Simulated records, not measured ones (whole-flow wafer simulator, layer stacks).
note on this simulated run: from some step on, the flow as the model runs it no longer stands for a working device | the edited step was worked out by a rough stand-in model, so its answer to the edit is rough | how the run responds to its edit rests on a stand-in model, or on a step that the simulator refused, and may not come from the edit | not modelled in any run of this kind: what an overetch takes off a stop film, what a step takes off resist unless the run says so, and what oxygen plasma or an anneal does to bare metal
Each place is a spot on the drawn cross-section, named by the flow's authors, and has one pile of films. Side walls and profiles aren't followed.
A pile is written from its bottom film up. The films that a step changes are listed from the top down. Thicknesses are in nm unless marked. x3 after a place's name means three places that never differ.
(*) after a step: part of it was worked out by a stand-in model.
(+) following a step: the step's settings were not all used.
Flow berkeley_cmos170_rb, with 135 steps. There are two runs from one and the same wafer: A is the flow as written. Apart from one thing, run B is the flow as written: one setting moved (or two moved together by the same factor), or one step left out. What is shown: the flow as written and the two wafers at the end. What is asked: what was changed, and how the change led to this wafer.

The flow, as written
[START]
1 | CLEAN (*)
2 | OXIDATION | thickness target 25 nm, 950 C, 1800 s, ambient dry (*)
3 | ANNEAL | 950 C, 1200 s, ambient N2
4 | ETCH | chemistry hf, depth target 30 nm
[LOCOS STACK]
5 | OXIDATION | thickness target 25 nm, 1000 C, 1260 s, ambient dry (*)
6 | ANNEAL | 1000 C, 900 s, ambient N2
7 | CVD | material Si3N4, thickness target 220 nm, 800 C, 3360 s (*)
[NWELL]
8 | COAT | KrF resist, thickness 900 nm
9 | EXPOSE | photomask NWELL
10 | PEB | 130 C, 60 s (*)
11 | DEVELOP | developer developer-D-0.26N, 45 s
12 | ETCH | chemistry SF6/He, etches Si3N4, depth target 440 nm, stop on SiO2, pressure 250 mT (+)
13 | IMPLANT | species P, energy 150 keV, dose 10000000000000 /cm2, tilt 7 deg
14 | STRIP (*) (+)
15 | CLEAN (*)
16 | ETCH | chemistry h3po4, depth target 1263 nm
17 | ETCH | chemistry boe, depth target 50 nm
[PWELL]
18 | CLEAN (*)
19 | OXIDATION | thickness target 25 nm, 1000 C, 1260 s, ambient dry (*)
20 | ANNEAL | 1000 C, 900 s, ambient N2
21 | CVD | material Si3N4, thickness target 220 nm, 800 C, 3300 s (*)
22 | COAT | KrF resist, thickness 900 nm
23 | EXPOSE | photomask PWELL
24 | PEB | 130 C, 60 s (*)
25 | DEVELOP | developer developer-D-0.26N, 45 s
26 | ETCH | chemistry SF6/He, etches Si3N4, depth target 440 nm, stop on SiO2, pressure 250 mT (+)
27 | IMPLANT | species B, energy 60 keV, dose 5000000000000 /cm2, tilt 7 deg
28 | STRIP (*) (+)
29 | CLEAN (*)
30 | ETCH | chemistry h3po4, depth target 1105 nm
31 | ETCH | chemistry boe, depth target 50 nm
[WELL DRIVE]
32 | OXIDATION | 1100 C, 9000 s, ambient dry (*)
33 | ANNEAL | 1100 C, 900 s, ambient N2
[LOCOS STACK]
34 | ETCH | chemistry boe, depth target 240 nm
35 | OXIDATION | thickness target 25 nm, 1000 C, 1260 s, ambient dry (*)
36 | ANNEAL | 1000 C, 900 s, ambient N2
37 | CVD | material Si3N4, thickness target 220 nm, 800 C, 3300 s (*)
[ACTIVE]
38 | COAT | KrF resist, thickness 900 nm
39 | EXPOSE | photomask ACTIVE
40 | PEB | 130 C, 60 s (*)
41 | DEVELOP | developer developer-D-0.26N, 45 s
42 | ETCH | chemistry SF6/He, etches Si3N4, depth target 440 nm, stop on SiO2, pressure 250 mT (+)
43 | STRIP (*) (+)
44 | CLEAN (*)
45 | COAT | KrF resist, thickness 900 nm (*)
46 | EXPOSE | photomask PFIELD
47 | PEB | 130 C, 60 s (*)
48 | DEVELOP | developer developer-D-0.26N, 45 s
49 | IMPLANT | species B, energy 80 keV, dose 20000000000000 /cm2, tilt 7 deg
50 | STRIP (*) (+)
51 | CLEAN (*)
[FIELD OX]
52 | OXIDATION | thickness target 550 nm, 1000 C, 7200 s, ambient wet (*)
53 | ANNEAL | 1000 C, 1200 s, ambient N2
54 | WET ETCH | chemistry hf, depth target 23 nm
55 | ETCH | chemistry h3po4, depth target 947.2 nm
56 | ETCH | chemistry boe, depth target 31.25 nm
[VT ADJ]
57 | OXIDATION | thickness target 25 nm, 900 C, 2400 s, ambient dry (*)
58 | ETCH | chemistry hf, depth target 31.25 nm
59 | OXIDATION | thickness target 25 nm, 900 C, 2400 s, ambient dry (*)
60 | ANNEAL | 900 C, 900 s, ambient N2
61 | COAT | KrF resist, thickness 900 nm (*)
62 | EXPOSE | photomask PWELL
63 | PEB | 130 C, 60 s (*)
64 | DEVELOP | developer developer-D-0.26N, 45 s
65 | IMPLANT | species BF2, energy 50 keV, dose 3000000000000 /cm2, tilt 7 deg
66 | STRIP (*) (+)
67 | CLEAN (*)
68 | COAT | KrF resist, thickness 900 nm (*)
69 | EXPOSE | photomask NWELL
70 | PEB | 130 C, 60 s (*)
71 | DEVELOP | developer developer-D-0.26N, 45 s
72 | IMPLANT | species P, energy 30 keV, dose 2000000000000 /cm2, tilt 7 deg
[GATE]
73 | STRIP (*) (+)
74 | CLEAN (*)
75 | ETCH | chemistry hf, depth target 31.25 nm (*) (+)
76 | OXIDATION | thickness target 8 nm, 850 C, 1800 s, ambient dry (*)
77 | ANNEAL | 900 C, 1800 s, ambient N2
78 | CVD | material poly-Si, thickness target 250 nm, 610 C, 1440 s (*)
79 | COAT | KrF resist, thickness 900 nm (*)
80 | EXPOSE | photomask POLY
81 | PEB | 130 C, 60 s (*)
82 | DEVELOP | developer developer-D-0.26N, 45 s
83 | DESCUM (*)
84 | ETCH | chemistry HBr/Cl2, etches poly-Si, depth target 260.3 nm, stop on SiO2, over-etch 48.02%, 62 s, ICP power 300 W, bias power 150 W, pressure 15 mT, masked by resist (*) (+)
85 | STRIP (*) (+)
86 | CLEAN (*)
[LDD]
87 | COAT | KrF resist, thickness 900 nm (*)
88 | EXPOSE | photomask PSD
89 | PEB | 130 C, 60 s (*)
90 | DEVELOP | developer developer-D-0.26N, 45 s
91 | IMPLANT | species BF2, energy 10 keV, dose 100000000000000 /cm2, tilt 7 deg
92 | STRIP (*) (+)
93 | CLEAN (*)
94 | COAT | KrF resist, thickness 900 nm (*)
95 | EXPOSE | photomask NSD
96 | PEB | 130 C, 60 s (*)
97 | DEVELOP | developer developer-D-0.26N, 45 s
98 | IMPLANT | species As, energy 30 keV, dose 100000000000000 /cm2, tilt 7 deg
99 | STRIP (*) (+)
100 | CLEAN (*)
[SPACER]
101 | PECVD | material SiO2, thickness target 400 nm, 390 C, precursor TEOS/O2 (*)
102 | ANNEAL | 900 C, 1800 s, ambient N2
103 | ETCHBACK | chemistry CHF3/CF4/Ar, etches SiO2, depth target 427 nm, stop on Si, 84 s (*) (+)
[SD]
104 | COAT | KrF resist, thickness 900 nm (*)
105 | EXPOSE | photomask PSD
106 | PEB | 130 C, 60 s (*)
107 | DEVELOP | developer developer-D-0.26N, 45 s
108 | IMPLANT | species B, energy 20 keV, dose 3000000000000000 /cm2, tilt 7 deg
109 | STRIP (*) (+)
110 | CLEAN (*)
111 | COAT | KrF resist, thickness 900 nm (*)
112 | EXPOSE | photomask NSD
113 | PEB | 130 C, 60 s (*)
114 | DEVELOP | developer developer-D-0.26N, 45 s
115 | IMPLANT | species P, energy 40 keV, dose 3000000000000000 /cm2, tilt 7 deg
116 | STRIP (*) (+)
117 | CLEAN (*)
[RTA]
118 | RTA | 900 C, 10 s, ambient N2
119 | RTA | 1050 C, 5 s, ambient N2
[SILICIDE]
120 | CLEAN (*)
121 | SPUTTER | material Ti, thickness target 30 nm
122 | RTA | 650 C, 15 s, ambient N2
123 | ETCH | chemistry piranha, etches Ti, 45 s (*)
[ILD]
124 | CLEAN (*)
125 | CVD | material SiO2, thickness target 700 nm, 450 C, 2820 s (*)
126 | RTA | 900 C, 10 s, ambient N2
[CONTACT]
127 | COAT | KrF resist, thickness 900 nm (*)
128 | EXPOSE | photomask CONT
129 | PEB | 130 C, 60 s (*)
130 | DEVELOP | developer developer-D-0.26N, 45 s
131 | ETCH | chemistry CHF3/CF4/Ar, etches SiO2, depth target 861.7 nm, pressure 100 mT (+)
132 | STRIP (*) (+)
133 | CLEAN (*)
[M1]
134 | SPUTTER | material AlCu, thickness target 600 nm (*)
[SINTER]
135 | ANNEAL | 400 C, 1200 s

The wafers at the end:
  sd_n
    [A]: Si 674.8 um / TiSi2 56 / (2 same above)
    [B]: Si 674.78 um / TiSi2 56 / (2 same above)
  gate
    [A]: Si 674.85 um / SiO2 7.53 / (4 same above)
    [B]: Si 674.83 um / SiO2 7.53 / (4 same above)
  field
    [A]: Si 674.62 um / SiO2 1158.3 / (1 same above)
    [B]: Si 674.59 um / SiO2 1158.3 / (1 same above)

What caused this: step 5, OXIDATION: 1200 C was run, though the flow has 1000 C.

How this came from the change, step by step:
  5 | OXIDATION | thickness target 25 nm, 1000 C, 1260 s, ambient dry (*)
      field, sd_n, spacer_n and 6 more: A SiO2 gains 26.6 (new film), Si loses 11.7 | B SiO2 gains 100.7 (new film), Si loses 44.3
  17 | ETCH | chemistry boe, depth target 50 nm
      field, sd_n, spacer_n and 6 more: A SiO2 loses 26.6 (all of it) | B SiO2 loses 50
  19 | OXIDATION | thickness target 25 nm, 1000 C, 1260 s, ambient dry (*)
      field, sd_n, spacer_n and 6 more: A SiO2 gains 26.6 (new film), Si loses 11.7 | B SiO2 gains 10.5, Si loses 4.62
  31 | ETCH | chemistry boe, depth target 50 nm
      field, sd_n, spacer_n and 6 more: A SiO2 loses 26.6 (all of it) | B SiO2 loses 50
  32 | OXIDATION | 1100 C, 9000 s, ambient dry (*)
      field, sd_n, spacer_n and 6 more: A SiO2 gains 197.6 (new film), Si loses 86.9 | B SiO2 gains 187.5, Si loses 82.5
